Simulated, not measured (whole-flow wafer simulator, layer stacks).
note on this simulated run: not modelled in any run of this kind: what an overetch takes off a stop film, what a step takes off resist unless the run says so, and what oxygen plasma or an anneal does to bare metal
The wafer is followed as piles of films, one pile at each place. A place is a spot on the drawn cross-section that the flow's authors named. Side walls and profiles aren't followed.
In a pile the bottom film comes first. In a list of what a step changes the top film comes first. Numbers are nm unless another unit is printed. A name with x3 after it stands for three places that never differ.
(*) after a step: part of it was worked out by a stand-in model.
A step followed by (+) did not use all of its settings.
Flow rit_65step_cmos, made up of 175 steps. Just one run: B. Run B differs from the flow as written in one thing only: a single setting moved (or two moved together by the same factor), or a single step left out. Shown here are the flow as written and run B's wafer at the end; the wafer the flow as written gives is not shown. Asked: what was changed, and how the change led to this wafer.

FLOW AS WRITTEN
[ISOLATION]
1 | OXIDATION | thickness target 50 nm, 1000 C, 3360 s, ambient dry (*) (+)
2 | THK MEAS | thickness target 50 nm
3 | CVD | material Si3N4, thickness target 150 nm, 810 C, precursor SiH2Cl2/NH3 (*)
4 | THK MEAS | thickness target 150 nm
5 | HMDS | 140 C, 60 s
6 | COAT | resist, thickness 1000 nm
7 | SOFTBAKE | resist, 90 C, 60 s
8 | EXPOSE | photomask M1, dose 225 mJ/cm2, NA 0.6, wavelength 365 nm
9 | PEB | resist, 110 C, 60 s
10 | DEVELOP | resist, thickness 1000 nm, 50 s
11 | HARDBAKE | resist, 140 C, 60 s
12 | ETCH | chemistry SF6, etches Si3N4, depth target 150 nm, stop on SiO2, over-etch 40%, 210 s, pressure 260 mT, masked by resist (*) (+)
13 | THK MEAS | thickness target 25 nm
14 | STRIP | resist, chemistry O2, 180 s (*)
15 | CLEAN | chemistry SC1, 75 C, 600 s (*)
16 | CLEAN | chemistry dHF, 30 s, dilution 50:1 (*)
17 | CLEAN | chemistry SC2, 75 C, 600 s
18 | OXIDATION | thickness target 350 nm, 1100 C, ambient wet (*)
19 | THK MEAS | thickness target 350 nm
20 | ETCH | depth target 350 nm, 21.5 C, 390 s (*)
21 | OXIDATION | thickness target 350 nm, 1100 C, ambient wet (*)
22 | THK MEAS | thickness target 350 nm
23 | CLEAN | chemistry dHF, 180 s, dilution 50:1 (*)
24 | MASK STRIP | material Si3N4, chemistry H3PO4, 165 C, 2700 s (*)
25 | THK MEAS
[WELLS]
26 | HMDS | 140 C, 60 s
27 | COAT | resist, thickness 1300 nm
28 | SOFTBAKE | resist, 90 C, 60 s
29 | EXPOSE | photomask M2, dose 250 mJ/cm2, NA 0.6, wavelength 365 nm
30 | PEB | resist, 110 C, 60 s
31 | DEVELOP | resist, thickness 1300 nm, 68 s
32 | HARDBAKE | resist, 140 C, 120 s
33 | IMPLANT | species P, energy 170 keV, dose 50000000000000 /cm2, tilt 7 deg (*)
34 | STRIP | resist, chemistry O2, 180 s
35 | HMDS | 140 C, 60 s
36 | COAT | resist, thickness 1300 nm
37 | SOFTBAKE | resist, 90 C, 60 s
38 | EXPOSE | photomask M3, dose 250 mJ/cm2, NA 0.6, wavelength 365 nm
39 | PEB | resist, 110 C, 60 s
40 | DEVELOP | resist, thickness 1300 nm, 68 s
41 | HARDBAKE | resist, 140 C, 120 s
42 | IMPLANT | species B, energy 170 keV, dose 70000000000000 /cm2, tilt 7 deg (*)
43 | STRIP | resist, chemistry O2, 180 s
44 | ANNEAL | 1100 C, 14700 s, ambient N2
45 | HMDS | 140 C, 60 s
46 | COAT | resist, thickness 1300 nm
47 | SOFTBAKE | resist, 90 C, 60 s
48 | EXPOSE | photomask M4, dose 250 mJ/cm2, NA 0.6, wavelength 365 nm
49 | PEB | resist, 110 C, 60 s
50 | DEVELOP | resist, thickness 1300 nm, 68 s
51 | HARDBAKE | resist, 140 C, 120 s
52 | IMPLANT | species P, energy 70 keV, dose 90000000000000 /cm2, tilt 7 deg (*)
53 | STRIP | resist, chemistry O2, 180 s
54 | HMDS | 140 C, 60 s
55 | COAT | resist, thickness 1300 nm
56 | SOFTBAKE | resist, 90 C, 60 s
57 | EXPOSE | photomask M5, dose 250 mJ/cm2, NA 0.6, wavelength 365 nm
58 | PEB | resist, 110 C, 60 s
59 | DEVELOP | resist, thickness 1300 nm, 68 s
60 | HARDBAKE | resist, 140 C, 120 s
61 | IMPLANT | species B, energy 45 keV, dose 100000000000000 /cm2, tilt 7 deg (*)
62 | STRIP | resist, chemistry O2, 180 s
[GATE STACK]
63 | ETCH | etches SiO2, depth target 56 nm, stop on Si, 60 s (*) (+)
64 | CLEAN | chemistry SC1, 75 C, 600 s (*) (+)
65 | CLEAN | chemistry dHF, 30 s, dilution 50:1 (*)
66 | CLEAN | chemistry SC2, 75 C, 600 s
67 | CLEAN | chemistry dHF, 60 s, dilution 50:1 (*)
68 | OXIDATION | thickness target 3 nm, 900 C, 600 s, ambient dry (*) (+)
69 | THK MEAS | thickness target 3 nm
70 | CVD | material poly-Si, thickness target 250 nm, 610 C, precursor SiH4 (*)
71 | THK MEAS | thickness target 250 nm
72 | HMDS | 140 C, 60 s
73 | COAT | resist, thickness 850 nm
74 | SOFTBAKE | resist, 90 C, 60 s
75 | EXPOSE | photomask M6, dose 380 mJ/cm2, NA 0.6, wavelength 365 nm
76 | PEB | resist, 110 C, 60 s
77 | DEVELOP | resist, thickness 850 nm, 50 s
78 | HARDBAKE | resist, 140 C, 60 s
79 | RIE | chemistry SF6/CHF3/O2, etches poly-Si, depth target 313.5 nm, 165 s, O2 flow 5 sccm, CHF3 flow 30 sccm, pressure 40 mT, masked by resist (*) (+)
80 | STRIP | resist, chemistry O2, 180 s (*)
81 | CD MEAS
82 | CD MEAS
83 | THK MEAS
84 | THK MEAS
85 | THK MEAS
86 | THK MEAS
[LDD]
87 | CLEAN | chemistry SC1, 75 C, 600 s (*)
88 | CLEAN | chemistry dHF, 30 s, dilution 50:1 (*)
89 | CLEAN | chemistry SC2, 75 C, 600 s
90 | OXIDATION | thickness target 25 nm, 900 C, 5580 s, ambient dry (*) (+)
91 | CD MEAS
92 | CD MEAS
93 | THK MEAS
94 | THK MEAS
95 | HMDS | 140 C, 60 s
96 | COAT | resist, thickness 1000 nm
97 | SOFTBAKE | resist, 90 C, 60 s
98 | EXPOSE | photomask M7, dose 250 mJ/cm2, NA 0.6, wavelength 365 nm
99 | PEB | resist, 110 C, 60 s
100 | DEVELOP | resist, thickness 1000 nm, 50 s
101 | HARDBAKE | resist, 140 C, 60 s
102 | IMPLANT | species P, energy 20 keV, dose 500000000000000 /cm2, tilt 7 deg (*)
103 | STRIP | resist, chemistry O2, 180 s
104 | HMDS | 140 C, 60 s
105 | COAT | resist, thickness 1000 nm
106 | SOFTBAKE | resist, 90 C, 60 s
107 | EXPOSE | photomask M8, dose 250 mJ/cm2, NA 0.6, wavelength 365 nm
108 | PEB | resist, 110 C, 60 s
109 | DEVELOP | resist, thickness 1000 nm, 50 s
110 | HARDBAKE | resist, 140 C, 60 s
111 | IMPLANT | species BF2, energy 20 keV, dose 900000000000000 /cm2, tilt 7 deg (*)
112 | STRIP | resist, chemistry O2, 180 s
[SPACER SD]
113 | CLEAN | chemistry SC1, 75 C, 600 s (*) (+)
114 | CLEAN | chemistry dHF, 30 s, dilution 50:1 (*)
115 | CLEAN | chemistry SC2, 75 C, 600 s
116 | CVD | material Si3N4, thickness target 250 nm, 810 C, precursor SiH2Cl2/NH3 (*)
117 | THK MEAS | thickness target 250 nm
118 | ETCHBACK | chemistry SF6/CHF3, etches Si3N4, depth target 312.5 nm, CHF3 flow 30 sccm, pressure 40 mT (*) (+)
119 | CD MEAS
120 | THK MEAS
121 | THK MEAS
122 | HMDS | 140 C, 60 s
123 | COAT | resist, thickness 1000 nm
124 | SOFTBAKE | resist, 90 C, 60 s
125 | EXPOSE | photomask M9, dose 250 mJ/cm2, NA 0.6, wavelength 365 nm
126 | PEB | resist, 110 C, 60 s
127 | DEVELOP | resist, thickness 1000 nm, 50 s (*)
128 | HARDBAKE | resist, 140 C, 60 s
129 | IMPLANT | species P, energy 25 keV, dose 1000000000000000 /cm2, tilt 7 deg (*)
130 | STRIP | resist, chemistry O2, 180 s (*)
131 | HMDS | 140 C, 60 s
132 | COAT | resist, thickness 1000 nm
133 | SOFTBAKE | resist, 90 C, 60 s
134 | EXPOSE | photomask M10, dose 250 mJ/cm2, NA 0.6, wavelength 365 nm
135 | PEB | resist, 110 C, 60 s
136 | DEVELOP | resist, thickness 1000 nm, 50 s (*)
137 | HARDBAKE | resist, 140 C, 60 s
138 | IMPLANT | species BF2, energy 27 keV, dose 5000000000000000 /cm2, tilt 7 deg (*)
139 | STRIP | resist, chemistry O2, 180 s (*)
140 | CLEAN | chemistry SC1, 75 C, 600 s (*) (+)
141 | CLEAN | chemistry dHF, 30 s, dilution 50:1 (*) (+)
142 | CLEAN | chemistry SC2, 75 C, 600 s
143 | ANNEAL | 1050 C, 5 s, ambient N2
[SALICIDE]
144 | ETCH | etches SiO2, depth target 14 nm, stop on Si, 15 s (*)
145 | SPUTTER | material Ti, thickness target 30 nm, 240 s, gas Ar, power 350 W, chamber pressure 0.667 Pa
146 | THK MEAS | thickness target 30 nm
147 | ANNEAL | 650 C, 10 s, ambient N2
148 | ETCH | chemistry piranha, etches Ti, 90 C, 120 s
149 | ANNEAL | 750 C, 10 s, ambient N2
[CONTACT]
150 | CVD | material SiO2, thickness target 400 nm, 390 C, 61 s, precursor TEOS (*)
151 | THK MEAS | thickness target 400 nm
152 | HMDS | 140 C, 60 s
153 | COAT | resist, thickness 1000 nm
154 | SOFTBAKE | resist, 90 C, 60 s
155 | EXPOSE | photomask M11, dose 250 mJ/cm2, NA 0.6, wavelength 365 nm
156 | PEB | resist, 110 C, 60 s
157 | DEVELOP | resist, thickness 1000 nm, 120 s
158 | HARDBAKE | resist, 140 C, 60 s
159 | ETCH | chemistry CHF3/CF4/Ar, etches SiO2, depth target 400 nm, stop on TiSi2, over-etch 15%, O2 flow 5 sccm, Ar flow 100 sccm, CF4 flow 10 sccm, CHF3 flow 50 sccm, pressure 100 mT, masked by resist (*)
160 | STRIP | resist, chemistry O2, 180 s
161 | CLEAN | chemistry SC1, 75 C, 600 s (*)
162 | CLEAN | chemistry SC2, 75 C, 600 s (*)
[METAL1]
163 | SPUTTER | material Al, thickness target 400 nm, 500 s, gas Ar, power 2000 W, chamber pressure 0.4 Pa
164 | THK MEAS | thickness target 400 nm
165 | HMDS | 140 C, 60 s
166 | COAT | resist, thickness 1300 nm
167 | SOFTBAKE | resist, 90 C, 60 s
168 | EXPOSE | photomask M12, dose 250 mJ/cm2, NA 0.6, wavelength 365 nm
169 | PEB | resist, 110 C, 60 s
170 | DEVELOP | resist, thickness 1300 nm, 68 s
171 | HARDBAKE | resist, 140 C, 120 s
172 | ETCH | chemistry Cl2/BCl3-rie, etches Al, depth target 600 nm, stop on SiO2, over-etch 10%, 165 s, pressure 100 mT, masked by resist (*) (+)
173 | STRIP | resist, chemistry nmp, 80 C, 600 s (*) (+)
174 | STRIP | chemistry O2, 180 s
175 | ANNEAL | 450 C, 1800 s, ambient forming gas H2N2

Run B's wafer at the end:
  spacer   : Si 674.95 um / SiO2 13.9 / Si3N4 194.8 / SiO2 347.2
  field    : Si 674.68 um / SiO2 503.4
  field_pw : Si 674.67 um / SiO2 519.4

Cause: step 163, SPUTTER: power 1352 W was run, while the flow as written has power 2000 W.

The path from the change to this, step by step:
  163 | SPUTTER | material Al, thickness target 400 nm, 500 s, gas Ar, power 2000 W, chamber pressure 0.4 Pa
      field, field_p, spacer, spacer_p: +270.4 Al (new film) (in the flow as written it would be: +400 Al (new film))
      gate_n, gate_p: +270.4 Al (new film) (in the flow as written it would be: +396 Al (new film))
      (also at 2 further places)
  172 | ETCH | chemistry Cl2/BCl3-rie, etches Al, depth target 600 nm, stop on SiO2, over-etch 10%, 165 s, pressure 100 mT, masked by resist (*) (+)
      field, field_p, spacer, spacer_p: -270.4 Al (all of it), -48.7 SiO2 (in the flow as written it would be: -400 Al (all of it), -32.5 SiO2)
      gate_n, gate_p: -270.4 Al (all of it), -48.7 SiO2 (in the flow as written it would be: -396 Al (all of it), -33 SiO2)
      (also at 2 further places)
